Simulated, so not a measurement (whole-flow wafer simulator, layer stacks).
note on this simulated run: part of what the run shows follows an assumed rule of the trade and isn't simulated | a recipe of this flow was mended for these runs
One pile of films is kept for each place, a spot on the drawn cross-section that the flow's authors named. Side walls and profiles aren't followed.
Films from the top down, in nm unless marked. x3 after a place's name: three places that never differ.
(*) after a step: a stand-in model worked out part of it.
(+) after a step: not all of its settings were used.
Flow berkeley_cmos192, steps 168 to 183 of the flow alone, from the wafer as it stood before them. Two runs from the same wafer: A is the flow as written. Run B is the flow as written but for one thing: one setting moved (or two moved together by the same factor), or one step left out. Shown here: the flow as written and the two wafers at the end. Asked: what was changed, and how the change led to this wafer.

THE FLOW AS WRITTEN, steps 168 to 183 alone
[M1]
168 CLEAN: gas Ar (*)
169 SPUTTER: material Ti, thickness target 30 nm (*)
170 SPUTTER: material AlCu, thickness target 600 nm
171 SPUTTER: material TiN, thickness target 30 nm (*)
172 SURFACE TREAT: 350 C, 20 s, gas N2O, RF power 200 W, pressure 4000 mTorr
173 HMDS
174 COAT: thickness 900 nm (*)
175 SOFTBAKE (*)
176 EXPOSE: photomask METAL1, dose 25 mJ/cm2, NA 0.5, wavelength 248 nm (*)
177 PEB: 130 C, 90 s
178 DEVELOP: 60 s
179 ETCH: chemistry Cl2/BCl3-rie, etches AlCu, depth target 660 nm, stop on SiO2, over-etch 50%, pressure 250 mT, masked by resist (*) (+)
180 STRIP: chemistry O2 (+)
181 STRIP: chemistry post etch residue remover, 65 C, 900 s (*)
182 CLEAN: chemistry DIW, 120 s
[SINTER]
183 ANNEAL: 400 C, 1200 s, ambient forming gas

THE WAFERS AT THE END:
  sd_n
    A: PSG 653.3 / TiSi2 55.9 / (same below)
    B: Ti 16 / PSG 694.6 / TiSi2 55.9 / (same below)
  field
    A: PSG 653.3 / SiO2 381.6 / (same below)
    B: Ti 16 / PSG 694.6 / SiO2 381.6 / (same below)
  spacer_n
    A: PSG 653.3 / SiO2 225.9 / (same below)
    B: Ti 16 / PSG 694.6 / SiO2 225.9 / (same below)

The cause: step 169, SPUTTER: thickness target 19 nm was run, where the flow has thickness target 30 nm; step 179, ETCH: depth target 422 nm was run, where the flow has depth target 660 nm.

How the change led to this, step by step:
  169 SPUTTER: material Ti, thickness target 30 nm (*)
      field, sd_n, spacer_n, gate, spacer_p, gate_p, m1: A Ti +30 (new film) | B Ti +19 (new film)
      sd_p: A Ti +26.8 (new film) | B Ti +17 (new film)
      (and at 1 more place)
  179 ETCH: chemistry Cl2/BCl3-rie, etches AlCu, depth target 660 nm, stop on SiO2, over-etch 50%, pressure 250 mT, masked by resist (*) (+)
      field, sd_n, spacer_n, gate, spacer_p, gate_p: A TiN -30 (all of it), AlCu -600 (all of it), Ti -30 (all of it), PSG -41.2 | B TiN -30 (all of it), AlCu -600 (all of it), Ti -3
      contact, m1: A KrF-resist -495 | B KrF-resist -318
      (and at 1 more place)
  180 STRIP: chemistry O2 (+)
      contact: A KrF-resist -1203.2 (all of it) | B KrF-resist -1375.1 (all of it)
      m1: A KrF-resist -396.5 (all of it) | B KrF-resist -573.1 (all of it)
Counting metal films that touch as one body, sd_n has 1 body; the flow as written gives 0 bodies.
Counting metal films that touch as one body, field has 1 body; the flow as written gives 0 bodies.
Counting metal films that touch as one body, spacer_n has 1 body; the flow as written gives 0 bodies.
